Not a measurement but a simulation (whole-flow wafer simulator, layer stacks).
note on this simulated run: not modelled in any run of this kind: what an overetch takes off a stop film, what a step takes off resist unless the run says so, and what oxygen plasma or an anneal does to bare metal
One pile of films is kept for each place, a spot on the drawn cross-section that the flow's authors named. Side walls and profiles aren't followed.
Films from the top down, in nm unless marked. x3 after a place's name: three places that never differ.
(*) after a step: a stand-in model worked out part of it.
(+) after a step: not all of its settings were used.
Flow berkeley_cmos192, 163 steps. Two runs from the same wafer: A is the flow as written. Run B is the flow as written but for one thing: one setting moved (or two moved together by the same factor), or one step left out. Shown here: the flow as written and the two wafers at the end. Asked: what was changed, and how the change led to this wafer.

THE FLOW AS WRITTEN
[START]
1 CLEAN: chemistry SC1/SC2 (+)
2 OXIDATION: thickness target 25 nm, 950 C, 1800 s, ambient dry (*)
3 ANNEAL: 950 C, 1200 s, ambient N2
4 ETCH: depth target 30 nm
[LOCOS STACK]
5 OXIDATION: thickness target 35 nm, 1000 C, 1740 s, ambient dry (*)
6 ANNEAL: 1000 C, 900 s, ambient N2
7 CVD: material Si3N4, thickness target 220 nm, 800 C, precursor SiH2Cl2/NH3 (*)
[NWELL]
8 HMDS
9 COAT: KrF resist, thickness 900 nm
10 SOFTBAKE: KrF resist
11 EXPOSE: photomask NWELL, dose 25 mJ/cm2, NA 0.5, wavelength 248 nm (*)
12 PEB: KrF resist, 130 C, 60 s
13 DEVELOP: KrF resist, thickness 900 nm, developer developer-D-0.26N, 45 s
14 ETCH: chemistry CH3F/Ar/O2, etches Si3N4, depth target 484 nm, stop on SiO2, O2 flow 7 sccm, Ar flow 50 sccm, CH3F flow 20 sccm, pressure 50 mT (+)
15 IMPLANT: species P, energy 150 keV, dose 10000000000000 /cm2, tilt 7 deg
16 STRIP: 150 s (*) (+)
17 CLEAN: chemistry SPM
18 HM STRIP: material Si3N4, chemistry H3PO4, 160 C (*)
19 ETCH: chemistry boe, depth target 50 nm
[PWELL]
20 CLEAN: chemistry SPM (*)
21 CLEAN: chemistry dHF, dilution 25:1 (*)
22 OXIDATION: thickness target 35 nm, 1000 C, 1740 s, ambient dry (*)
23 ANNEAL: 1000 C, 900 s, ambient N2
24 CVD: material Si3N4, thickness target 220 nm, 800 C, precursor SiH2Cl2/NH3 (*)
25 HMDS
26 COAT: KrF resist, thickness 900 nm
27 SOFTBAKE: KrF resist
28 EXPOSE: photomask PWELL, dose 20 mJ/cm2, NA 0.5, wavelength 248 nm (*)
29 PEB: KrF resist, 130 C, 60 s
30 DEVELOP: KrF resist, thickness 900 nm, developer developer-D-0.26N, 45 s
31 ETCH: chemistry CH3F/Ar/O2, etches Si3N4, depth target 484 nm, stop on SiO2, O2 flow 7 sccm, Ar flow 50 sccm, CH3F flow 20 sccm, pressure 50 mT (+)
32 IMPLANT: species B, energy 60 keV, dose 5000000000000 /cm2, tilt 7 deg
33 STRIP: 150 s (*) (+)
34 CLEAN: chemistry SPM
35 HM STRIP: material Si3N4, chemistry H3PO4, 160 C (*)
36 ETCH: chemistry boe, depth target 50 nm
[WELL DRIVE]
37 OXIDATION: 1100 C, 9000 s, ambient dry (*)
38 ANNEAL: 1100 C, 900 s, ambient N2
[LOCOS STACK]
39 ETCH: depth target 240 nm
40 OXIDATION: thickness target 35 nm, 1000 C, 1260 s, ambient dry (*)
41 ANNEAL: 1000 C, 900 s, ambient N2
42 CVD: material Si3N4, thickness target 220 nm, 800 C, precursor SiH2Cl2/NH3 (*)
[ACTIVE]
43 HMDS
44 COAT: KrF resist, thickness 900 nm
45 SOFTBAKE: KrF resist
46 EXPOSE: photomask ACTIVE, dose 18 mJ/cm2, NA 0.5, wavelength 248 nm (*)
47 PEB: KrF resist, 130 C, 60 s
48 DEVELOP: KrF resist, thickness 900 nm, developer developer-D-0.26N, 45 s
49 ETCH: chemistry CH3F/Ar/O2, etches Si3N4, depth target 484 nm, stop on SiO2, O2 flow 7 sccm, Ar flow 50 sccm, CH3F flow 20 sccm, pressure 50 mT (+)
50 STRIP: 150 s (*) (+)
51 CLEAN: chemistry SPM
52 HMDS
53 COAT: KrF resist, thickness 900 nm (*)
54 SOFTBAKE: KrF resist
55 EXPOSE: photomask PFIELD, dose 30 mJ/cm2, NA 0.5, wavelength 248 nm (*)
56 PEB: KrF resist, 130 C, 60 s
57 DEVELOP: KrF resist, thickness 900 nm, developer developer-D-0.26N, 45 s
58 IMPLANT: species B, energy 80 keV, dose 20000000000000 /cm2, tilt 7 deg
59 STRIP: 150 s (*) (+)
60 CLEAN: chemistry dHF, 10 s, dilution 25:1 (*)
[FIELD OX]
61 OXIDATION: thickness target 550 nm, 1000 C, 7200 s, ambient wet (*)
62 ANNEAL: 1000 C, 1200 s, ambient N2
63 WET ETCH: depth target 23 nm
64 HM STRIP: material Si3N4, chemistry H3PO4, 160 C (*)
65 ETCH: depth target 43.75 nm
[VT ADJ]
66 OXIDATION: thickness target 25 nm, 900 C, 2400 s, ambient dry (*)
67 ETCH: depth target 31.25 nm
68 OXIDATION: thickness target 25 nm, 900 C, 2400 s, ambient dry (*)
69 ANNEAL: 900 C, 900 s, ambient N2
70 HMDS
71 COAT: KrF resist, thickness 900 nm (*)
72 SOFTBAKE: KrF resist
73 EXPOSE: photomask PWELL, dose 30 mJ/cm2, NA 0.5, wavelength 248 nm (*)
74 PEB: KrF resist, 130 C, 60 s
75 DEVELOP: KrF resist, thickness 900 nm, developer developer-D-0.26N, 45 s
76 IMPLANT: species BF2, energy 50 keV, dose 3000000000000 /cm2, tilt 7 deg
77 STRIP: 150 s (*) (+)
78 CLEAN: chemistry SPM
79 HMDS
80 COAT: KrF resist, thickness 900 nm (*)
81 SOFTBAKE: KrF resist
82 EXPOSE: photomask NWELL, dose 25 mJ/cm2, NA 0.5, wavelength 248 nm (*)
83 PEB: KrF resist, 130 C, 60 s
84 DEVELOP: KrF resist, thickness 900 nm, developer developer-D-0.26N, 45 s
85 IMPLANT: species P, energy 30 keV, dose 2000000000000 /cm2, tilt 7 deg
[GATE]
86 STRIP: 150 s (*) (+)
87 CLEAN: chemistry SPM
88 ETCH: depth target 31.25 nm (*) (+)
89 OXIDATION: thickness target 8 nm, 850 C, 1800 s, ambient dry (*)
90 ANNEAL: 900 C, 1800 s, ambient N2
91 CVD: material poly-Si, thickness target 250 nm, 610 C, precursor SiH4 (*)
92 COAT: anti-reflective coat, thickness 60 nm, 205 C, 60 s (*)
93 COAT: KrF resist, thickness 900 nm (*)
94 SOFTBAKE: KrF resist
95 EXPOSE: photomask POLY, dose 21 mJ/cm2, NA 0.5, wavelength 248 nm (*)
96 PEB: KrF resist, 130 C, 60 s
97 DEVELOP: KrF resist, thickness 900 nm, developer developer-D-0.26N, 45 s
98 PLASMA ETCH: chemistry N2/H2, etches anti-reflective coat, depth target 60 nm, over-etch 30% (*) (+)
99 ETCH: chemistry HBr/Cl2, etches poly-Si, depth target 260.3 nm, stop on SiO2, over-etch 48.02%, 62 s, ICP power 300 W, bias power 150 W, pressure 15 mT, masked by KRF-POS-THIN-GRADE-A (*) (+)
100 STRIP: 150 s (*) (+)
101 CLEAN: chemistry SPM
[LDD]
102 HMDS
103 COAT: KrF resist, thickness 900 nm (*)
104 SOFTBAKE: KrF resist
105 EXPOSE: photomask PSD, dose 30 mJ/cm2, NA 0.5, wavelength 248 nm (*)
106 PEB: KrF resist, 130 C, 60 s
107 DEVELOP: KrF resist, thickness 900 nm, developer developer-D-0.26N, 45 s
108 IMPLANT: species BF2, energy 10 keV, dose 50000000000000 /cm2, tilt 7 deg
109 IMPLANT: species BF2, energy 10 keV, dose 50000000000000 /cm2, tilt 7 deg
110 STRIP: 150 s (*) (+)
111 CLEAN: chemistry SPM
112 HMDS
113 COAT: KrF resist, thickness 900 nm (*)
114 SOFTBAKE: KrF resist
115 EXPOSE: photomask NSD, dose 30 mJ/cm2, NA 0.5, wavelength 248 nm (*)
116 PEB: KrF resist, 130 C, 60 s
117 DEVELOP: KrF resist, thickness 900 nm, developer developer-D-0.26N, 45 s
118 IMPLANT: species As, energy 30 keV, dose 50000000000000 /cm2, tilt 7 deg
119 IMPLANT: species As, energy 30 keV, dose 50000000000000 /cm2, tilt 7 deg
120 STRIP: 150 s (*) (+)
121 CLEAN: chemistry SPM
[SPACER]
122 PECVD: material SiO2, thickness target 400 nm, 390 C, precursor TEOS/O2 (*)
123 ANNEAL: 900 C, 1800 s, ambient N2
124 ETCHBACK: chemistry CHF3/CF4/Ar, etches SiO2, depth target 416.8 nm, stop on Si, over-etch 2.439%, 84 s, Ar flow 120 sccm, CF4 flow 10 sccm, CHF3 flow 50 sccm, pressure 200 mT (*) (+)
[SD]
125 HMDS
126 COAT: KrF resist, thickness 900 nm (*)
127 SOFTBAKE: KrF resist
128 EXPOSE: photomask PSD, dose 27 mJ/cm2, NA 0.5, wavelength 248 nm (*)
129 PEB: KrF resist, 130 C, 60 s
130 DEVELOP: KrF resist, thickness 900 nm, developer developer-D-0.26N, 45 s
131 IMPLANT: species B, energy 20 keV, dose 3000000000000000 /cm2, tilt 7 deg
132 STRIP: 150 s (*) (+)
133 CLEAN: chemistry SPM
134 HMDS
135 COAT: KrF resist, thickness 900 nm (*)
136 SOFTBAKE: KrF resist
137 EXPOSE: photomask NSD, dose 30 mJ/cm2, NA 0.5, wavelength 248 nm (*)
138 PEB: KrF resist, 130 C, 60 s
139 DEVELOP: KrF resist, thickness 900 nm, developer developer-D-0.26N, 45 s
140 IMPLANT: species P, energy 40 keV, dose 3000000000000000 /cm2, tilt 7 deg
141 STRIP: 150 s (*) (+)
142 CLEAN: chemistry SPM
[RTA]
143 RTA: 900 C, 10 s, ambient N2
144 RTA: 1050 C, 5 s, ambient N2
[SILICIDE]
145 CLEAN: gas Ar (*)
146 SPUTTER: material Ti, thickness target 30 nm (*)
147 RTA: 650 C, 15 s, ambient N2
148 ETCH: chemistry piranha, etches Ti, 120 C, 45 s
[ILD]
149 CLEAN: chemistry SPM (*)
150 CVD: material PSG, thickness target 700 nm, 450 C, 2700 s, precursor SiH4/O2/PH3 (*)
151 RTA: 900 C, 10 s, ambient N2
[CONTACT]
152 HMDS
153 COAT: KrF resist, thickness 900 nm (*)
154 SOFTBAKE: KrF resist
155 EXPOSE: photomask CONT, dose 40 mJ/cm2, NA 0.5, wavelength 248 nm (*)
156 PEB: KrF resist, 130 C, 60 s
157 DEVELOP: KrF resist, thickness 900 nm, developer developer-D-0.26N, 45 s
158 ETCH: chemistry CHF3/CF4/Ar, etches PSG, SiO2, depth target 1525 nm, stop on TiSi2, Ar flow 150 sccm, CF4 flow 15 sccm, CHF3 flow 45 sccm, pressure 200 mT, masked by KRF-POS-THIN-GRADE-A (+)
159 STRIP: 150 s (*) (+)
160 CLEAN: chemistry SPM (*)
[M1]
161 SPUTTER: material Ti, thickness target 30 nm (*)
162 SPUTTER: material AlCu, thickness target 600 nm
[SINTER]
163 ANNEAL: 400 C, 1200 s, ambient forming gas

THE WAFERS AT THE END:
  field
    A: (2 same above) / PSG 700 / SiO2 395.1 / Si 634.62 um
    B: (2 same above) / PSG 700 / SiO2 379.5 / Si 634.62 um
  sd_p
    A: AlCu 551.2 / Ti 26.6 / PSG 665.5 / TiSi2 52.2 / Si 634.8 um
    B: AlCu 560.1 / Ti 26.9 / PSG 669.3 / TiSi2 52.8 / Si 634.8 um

The cause: step 67, ETCH: depth target 46.88 nm was run, where the flow has depth target 31.25 nm.

How the change led to this, step by step:
  67 ETCH: depth target 31.25 nm
      field: A SiO2 -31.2 | B SiO2 -46.9
  92 COAT: anti-reflective coat, thickness 60 nm, 205 C, 60 s (*)
      sd_n: A anti-reflective coat +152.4 (new film) | B anti-reflective coat +142.1 (new film)
      spacer_n: A anti-reflective coat +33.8 (new film) | B anti-reflective coat +37.9 (new film)
      (and at 6 more places)
  98 PLASMA ETCH: chemistry N2/H2, etches anti-reflective coat, depth target 60 nm, over-etch 30% (*) (+)
      sd_n: A anti-reflective coat -152.4 (all of it), poly-Si -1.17 | B anti-reflective coat -142.1 (all of it), poly-Si -1.09
      spacer_n: A anti-reflective coat -33.8 (all of it), poly-Si -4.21 | B anti-reflective coat -37.9 (all of it), poly-Si -3.77
      (and at 4 more places)
  100 STRIP: 150 s (*) (+)
      gate: A chemical SiO2 +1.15 (new film), KrF resist -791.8 (all of it), anti-reflective coat -30 (all of it), poly-Si -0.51 | B chemical SiO2 +1.15 (new film), KrF resist -778.9 (all of it), anti-reflective coat -34.4 (all of it), poly-Si -0.51
      gate_p: A chemical SiO2 +1.15 (new film), KrF resist -765.1 (all of it), anti-reflective coat -31 (all of it), poly-Si -0.51 | B chemical SiO2 +1.15 (new film), KrF resist -756.2 (all of it), anti-reflective coat -34.3 (all of it), poly-Si -0.51
  147 RTA: 650 C, 15 s, ambient N2
      sd_p: A Ti -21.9, TiSi first +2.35 (new film), TiSi2 C49 +52.1 (new film), Si -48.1 | B Ti -22.1, TiSi first +2.93 (new film), TiSi2 C49 +51.8 (new film), Si -48.2
  151 RTA: 900 C, 10 s, ambient N2
      sd_p: A under 1 film: TiSi2 +52.2 (new film), TiSi first -2.25 (all of it), TiSi2 C49 -52.1 (all of it), Si -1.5 | B under 1 film: TiSi2 +52.8 (new film), TiSi first -2.83 (all of it), TiSi2 C49 -51.8 (all of it), Si -1.88
